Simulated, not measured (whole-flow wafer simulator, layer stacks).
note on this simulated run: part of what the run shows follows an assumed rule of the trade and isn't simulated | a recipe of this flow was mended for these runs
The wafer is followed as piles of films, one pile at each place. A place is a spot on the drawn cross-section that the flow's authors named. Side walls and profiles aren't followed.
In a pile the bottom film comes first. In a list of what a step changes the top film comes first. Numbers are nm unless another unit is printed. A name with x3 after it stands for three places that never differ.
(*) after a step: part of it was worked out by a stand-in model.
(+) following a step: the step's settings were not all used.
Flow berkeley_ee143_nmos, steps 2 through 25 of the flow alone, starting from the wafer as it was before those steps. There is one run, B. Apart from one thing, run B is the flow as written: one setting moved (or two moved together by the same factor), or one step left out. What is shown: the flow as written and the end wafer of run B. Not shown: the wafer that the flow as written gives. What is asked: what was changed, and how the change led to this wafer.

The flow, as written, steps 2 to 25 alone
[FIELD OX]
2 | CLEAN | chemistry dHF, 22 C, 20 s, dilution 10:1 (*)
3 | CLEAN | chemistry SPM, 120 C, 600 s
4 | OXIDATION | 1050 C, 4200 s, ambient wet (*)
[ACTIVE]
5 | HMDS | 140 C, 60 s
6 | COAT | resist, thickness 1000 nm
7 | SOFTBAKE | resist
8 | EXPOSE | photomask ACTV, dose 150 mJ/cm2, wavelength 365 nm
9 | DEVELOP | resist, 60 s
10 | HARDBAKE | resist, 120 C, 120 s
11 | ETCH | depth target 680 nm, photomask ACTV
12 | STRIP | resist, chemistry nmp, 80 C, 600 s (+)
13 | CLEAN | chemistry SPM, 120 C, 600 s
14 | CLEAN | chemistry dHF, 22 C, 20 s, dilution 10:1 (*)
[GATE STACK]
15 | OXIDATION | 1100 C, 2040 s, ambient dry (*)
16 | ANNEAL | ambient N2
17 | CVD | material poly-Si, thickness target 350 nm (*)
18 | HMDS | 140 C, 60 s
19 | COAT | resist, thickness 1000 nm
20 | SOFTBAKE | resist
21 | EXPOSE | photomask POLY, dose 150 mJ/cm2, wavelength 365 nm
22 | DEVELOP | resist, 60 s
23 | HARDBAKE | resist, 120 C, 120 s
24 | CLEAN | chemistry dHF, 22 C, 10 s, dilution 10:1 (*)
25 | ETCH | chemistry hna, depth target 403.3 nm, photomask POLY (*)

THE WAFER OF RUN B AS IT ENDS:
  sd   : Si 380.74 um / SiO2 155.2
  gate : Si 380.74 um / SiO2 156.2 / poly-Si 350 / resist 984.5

The reason: step 11, ETCH: depth target 435 nm was run, though the flow has depth target 680 nm.

The path from the change to this, step by step:
  11 | ETCH | depth target 680 nm, photomask ACTV
      gate, sd, contact: SiO2 loses 435 (as written it would have been: SiO2 loses 566.4 (all of it))
  13 | CLEAN | chemistry SPM, 120 C, 600 s
      gate, sd, contact: nothing (as written it would have been: chemical SiO2 gains 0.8 (new film), Si loses 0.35)
  14 | CLEAN | chemistry dHF, 22 C, 20 s, dilution 10:1 (*)
      gate, sd, contact: SiO2 loses 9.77 (as written it would have been: chemical SiO2 loses 0.8 (all of it))
  15 | OXIDATION | 1100 C, 2040 s, ambient dry (*)
      gate, sd, contact: SiO2 gains 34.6, Si loses 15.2 (as written it would have been: SiO2 gains 79.7 (new film), Si loses 35.1)
  19 | COAT | resist, thickness 1000 nm
      field: resist gains 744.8 (new film) (as written it would have been: resist gains 689.8 (new film))
  22 | DEVELOP | resist, 60 s
      field: resist loses 744.8 (all of it) (as written it would have been: resist loses 689.8 (all of it))
